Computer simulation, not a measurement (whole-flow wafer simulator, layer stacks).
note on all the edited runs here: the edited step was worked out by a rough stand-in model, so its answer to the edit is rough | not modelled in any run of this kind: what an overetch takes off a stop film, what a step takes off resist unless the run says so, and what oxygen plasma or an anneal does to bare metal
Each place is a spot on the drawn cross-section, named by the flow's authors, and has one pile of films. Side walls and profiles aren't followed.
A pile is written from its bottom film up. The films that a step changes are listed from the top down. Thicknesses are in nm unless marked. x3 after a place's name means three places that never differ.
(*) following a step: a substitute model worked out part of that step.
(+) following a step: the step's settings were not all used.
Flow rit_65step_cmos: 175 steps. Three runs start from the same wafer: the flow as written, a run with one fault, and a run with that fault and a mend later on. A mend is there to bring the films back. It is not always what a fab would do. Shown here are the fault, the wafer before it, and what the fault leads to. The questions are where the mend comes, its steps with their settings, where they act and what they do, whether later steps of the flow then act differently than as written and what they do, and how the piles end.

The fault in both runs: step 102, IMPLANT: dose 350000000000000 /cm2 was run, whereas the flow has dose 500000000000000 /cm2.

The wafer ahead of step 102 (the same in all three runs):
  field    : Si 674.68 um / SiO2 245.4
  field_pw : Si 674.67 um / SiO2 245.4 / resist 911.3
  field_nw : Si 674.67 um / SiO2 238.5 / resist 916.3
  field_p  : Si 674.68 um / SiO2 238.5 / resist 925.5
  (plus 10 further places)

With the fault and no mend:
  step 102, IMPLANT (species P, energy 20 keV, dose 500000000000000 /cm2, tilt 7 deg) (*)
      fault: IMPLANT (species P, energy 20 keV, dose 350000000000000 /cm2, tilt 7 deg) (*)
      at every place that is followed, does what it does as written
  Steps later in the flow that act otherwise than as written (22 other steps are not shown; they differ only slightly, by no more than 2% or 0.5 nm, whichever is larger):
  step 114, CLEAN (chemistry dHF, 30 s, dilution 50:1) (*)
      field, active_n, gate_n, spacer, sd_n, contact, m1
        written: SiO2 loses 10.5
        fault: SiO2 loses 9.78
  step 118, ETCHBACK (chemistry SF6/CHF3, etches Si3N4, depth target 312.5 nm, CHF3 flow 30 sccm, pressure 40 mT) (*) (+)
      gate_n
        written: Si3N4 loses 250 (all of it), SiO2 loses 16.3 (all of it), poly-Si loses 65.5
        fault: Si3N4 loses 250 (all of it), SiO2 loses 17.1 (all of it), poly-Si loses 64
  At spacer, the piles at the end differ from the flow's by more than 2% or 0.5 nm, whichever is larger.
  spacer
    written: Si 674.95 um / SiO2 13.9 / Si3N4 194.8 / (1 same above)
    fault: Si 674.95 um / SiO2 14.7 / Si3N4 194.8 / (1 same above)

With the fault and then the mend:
  The mend follows step 102.
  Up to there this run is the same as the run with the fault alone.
  step 102a, IMPLANT (species P, energy 20 keV, dose 150000000000000 /cm2, tilt 7 deg) (*) (the flow's step 102 again, with other settings)
      does not change any film at any place that is followed
  None of the later steps of the flow acts differently than as written at any place that is followed.
  At every place that both follow, the piles at the end match the flow's.
